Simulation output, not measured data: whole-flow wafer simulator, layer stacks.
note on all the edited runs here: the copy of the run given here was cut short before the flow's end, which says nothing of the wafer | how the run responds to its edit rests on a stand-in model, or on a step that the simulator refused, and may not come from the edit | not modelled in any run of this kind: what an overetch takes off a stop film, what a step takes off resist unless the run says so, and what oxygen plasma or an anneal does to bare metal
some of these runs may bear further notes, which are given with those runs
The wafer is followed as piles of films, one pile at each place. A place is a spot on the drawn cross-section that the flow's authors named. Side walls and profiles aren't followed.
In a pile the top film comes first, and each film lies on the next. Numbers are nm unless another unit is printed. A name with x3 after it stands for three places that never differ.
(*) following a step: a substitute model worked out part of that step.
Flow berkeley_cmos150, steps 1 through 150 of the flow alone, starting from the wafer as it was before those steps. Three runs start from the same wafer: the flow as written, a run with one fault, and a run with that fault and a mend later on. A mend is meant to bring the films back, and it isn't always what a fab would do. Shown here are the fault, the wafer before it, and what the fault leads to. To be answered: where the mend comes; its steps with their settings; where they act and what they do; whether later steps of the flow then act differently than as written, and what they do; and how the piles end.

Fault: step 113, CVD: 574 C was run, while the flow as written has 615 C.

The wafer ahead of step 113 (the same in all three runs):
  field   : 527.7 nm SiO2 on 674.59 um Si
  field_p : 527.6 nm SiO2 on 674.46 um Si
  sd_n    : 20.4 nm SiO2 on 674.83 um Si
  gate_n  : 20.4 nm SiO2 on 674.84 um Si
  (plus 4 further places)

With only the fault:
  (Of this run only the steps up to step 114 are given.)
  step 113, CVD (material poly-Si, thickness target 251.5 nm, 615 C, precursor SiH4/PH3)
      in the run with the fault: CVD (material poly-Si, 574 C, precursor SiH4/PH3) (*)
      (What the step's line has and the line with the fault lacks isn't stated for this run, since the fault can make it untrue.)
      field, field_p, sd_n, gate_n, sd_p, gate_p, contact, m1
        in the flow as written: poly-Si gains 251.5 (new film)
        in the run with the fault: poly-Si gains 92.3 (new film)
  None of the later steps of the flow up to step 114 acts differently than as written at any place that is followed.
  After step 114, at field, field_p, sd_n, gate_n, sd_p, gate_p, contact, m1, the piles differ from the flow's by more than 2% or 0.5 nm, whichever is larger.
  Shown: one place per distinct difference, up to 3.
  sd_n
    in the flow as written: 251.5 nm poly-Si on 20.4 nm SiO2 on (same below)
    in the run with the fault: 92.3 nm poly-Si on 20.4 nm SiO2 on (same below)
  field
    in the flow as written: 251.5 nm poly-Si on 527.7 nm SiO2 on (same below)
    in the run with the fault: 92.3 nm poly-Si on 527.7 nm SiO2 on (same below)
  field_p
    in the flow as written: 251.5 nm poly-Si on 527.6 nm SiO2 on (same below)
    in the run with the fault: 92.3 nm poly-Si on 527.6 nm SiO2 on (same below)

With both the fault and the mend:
  After step 113 comes the mend.
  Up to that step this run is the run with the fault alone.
  step 113a, CVD (material poly-Si, thickness target 159.2 nm, 615 C, precursor SiH4/PH3) (*) (the flow's step 113 again, with other settings)
      field, field_p, sd_n, gate_n, sd_p, gate_p, contact, m1
        poly-Si gains 159.2
  None of the later steps of the flow differs from how it acts as written, at any place that is followed, by more than 2% or 0.5 nm, whichever is larger.
  The piles end only slightly different from the flow's at the places that both follow, by no more than 2% or 0.5 nm, whichever is larger.
